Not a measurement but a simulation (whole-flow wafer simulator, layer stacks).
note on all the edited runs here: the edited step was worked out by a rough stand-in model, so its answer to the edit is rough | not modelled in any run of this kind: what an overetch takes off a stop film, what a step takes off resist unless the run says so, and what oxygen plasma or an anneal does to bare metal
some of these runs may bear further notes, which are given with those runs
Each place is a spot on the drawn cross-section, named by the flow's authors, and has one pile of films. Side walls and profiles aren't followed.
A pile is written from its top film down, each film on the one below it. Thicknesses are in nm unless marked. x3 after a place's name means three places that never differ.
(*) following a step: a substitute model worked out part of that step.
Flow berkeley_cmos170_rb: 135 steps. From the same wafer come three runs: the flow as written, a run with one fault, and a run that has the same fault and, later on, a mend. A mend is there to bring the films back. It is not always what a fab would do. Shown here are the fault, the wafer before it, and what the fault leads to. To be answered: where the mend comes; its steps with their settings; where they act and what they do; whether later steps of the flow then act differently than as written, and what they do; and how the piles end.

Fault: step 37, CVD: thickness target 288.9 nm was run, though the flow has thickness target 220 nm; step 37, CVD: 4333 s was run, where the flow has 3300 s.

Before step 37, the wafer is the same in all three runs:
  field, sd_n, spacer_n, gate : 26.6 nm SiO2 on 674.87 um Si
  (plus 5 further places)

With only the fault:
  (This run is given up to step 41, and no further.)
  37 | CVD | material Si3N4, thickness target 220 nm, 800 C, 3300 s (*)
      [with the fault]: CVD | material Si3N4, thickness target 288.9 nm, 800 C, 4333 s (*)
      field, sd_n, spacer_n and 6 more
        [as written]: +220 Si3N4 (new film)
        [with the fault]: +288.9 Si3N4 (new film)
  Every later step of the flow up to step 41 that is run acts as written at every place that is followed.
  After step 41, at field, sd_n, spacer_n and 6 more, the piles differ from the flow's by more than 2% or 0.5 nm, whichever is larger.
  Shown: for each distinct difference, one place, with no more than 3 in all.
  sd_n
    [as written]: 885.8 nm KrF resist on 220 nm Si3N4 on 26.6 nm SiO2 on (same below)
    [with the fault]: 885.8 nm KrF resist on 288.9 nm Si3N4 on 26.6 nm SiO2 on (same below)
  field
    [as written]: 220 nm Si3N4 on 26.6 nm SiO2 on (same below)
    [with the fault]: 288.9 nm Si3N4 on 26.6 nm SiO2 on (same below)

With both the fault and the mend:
  After step 37 comes the mend.
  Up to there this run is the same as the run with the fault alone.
  37a | ETCH | chemistry h3po4, depth target 68.9 nm (the flow's step 30 again, with other settings)
      field, sd_n, spacer_n and 6 more
        -68.9 Si3N4
  Every later step of the flow that is run acts as written at every place that is followed.
  The piles end the same as the flow's at every place that both follow.
